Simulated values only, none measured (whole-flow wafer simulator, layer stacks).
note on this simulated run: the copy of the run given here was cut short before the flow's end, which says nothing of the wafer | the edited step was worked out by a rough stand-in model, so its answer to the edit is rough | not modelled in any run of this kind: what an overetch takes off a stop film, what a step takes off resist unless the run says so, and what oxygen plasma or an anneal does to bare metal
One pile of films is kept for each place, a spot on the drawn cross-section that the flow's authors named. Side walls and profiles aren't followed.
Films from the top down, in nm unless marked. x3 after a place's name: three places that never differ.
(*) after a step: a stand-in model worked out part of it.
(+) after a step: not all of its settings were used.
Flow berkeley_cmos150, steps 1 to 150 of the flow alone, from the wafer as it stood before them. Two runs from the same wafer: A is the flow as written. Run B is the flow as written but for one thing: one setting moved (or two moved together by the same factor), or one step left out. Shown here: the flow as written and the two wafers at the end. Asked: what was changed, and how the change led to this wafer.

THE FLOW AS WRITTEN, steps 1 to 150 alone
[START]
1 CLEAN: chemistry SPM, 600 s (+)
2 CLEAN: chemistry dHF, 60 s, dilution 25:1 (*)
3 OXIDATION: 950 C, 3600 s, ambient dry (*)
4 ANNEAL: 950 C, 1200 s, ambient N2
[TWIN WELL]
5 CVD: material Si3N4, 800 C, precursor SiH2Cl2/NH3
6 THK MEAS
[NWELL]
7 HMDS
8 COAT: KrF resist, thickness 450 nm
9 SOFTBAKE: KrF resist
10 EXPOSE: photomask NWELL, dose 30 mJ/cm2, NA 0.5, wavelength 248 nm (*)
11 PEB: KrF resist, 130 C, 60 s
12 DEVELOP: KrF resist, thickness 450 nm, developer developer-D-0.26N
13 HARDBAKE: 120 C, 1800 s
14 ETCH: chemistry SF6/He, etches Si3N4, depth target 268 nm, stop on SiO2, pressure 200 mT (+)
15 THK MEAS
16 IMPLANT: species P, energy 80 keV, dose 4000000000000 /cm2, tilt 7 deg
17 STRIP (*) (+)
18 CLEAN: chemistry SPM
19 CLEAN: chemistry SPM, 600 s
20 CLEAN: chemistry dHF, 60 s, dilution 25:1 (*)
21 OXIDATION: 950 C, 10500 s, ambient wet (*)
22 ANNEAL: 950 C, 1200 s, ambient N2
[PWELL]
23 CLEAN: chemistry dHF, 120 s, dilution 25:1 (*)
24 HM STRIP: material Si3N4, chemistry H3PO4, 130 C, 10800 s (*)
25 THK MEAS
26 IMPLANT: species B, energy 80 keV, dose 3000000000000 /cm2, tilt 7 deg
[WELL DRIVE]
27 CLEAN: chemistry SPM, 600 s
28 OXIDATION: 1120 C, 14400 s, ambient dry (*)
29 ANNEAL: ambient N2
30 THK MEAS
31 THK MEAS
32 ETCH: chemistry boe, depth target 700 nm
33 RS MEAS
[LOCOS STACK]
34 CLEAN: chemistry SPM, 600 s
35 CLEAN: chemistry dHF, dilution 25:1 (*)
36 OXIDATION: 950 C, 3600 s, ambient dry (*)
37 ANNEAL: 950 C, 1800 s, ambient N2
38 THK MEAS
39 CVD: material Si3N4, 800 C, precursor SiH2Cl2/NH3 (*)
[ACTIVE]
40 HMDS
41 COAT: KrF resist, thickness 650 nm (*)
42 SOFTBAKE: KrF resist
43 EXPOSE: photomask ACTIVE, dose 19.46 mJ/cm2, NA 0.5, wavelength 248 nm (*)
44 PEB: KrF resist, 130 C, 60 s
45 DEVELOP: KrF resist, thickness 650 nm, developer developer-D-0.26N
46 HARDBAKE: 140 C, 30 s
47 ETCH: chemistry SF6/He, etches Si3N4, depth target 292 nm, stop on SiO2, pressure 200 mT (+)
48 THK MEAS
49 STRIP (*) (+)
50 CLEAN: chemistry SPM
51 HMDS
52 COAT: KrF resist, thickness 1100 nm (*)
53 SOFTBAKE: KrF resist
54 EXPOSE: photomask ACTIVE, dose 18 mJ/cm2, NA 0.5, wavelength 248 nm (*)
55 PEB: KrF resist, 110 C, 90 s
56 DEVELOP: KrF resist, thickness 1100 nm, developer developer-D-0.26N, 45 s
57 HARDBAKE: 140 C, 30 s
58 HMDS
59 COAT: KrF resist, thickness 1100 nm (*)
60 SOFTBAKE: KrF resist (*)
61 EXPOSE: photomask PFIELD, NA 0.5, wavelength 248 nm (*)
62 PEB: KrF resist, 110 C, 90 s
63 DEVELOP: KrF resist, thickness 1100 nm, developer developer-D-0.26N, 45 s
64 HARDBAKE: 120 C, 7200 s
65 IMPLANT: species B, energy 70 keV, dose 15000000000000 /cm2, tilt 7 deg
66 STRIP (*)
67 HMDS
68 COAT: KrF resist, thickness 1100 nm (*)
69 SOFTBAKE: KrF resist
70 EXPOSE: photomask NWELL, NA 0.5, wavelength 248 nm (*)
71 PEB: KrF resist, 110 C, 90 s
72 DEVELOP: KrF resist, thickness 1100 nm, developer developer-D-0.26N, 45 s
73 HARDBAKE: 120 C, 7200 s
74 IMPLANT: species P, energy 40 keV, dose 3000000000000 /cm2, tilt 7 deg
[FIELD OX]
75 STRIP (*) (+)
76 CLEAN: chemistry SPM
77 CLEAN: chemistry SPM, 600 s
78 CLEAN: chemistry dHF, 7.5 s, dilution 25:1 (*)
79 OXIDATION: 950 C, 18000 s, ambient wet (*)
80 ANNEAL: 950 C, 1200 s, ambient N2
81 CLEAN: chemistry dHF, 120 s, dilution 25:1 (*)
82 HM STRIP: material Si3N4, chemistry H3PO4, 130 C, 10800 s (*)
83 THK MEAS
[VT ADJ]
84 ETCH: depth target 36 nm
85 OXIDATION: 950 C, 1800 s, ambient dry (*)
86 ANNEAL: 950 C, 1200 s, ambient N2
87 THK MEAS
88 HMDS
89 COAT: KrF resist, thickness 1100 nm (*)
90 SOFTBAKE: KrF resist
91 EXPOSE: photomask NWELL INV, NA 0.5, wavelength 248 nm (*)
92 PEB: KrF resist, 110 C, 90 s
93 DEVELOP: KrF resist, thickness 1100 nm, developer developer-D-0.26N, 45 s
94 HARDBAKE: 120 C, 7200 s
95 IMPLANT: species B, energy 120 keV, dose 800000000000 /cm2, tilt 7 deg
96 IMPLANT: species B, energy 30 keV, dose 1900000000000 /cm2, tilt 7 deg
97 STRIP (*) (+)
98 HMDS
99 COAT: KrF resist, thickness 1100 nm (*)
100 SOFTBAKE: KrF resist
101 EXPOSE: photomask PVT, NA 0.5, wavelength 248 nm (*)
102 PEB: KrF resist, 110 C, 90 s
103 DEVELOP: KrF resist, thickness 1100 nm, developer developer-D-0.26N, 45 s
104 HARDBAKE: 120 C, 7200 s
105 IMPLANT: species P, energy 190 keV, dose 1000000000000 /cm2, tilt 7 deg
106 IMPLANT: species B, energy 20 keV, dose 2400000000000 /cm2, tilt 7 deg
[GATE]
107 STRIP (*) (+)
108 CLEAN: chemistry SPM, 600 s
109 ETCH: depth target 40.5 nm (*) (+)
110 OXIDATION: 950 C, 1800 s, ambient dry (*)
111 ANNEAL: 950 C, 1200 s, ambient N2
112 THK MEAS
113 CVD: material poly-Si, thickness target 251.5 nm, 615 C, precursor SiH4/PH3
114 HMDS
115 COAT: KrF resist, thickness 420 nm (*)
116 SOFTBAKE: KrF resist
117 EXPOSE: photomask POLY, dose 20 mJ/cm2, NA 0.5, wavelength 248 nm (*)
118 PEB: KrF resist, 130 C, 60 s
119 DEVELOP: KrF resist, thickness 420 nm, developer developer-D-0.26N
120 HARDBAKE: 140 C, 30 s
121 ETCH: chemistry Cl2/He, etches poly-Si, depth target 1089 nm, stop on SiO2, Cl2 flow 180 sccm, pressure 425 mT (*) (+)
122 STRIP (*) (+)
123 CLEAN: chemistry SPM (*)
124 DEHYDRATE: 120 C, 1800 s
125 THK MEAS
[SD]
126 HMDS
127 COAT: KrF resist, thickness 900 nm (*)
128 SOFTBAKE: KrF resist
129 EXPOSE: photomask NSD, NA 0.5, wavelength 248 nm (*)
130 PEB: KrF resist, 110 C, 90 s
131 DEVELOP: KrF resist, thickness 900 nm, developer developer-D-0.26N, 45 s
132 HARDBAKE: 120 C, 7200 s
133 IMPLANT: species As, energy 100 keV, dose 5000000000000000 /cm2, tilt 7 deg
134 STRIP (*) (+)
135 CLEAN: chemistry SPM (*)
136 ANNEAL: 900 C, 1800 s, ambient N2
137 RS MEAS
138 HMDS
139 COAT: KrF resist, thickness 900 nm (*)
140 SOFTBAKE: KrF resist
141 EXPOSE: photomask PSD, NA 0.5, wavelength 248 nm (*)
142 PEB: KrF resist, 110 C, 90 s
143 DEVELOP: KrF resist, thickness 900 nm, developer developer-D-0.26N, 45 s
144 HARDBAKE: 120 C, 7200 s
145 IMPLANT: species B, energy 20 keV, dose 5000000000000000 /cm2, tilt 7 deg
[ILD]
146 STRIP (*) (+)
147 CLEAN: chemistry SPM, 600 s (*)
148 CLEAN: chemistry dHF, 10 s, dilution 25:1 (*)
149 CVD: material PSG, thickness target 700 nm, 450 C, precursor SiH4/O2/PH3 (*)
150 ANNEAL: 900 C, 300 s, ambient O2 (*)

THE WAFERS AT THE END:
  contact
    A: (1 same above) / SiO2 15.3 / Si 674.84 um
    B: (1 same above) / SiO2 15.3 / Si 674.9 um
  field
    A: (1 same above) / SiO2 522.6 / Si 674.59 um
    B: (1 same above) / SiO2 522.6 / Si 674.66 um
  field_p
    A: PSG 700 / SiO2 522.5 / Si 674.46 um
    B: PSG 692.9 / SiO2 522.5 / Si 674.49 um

The cause: step 28, OXIDATION: 1008 C was run, where the flow has 1120 C.

How the change led to this, step by step:
  28 OXIDATION: 1120 C, 14400 s, ambient dry (*)
      field, sd_n, gate_n, contact, m1: A SiO2 +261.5, Si -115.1 | B SiO2 +115.1, Si -50.6
      field_p, sd_p, gate_p: A SiO2 +103.6, Si -45.6 | B SiO2 +38.2, Si -16.8
  32 ETCH: chemistry boe, depth target 700 nm
      field, sd_n, gate_n, contact, m1: A SiO2 -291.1 (all of it) | B SiO2 -144.7 (all of it)
      field_p, sd_p, gate_p: A SiO2 -555.5 (all of it) | B SiO2 -490.1 (all of it)
  41 COAT: KrF resist, thickness 650 nm (*)
      field_p: A KrF resist +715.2 (new film) | B KrF resist +732.7 (new film)
  45 DEVELOP: KrF resist, thickness 650 nm, developer developer-D-0.26N
      field_p: A KrF resist -714.1 (all of it) | B KrF resist -731.5 (all of it)
  49 STRIP (*) (+)
      sd_p: A KrF resist -442.9 (all of it) | B KrF resist -452.4 (all of it)
  97 STRIP (*) (+)
      field_p: A KrF resist -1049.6 (all of it) | B KrF resist -1071.2 (all of it)
  107 STRIP (*) (+)
      field_p: A KrF resist -1049.6 (all of it) | B KrF resist -1071.2 (all of it)
  115 COAT: KrF resist, thickness 420 nm (*)
      field_p: A KrF resist +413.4 (new film) | B KrF resist +427.6 (new film)
  119 DEVELOP: KrF resist, thickness 420 nm, developer developer-D-0.26N
      field_p: A KrF resist -412.9 (all of it) | B KrF resist -427 (all of it)
  122 STRIP (*) (+)
      gate_p: A chemical SiO2 +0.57 (new film), KrF resist -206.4 (all of it), poly-Si -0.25 | B chemical SiO2 +0.58 (new film), KrF resist -214.4 (all of it), poly-Si -0.25
  127 COAT: KrF resist, thickness 900 nm (*)
      field_p: A KrF resist +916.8 (new film) | B KrF resist +937.5 (new film)
  134 STRIP (*) (+)
      field_p: A KrF resist -882.7 (all of it) | B KrF resist -902.9 (all of it)
  139 COAT: KrF resist, thickness 900 nm (*)
      field_p: A KrF resist +916.8 (new film) | B KrF resist +937.5 (new film)
  146 STRIP (*) (+)
      field_p: A KrF resist -882.7 (all of it) | B KrF resist -902.9 (all of it)
